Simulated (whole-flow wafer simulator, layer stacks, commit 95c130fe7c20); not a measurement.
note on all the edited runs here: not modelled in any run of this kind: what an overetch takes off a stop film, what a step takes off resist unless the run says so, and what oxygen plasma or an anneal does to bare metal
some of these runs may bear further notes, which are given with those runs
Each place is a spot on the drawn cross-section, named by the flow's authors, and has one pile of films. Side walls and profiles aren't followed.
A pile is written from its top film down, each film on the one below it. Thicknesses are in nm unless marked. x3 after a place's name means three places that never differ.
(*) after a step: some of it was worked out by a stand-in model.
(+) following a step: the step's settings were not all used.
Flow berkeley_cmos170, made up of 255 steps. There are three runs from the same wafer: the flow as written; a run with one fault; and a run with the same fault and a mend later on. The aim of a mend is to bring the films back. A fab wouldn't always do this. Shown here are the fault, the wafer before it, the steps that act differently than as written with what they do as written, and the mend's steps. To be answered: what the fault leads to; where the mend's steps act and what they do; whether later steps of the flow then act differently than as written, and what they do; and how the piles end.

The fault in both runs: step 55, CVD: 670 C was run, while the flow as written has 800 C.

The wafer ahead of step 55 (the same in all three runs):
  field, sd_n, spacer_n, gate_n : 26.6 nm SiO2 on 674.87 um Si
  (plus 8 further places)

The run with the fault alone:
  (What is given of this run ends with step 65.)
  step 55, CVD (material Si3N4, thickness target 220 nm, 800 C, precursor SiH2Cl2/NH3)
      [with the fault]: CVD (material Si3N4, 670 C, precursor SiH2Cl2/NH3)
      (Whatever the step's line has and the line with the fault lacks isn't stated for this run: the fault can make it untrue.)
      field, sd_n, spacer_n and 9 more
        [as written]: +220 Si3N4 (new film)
        [with the fault]: +22.7 Si3N4 (new film)
  Later steps of the flow acting differently than as written:
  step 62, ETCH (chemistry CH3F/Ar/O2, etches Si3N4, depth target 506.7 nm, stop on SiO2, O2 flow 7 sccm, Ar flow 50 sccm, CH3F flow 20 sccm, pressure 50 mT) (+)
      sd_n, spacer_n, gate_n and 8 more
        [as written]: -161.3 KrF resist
        [with the fault]: -29.8 KrF resist
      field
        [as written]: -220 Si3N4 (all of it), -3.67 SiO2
        [with the fault]: -22.7 Si3N4 (all of it), -3.67 SiO2
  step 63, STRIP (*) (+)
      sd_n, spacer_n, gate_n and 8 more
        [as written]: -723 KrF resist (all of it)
        [with the fault]: -854.5 KrF resist (all of it)
  After step 65, at sd_n, spacer_n, gate_n and 8 more, the piles differ from the flow's by more than 2% or 0.5 nm, whichever is larger.
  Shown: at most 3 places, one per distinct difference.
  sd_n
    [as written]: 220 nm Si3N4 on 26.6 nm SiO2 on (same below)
    [with the fault]: 22.7 nm Si3N4 on 26.6 nm SiO2 on (same below)

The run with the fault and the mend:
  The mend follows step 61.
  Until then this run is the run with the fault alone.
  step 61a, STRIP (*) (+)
      sd_n, spacer_n, gate_n and 8 more
        -884.4 KrF resist (all of it)
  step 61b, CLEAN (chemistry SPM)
      alters no film at any place that is followed
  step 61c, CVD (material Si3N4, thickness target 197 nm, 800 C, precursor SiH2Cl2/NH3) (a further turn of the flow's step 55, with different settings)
      field, sd_n, spacer_n and 9 more
        +197 Si3N4
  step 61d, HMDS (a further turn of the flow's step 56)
      alters no film at any place that is followed
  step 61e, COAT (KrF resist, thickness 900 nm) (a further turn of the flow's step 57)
      field, sd_n, spacer_n and 9 more
        +900 KrF resist (new film)
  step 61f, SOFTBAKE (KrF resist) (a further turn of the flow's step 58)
      alters no film at any place that is followed
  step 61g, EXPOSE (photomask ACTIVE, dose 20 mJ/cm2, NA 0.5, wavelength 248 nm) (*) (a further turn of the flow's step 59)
      alters no film at any place that is followed
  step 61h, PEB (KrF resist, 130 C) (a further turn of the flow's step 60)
      field, sd_n, spacer_n and 9 more
        -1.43 KrF resist
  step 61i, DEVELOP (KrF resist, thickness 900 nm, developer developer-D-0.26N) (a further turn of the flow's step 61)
      sd_n, spacer_n, gate_n and 8 more
        -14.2 KrF resist
      field
        -898.6 KrF resist (all of it)
  Later steps of the flow that are run all act as written at every place that is followed, up to a difference of at most 2% or 0.5 nm, whichever is larger.
  At every place that both follow, the piles at the end match the flow's.
